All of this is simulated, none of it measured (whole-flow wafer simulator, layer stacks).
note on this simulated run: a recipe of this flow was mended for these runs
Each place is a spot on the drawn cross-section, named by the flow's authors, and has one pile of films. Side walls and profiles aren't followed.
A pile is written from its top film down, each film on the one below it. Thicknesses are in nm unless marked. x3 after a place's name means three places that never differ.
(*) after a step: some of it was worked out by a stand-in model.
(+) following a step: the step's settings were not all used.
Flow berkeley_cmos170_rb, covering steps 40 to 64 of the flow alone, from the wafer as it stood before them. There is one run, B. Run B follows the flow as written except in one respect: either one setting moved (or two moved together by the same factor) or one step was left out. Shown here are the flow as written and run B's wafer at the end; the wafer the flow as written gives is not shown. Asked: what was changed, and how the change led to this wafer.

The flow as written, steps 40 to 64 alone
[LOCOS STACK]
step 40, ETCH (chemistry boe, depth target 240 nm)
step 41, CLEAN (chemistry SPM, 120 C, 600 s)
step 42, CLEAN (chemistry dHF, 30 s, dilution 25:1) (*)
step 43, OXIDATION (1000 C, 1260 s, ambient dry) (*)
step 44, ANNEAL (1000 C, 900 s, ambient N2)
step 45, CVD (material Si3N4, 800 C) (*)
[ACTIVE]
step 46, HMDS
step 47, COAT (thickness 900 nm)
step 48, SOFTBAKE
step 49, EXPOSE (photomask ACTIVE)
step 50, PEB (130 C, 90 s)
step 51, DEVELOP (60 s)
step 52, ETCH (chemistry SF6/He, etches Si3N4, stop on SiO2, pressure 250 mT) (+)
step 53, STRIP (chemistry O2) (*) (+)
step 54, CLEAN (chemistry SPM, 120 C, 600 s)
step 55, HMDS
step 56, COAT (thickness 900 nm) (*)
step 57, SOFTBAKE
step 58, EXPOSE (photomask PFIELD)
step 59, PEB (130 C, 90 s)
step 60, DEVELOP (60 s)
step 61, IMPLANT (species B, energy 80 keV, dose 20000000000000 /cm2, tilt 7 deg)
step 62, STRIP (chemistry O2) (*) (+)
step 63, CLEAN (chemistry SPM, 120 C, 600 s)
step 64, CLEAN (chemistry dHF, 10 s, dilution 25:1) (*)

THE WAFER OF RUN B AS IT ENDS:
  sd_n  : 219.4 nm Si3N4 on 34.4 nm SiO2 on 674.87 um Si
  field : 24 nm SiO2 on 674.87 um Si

The reason: step 43, OXIDATION: 2016 s was run, whereas the flow has 1260 s.

The path from the change to this, step by step:
  step 43, OXIDATION (1000 C, 1260 s, ambient dry) (*)
      field, sd_n, spacer_n and 6 more: SiO2 gains 34.4 (new film), Si loses 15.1 (as written it would have been: SiO2 gains 26.6 (new film), Si loses 11.7)
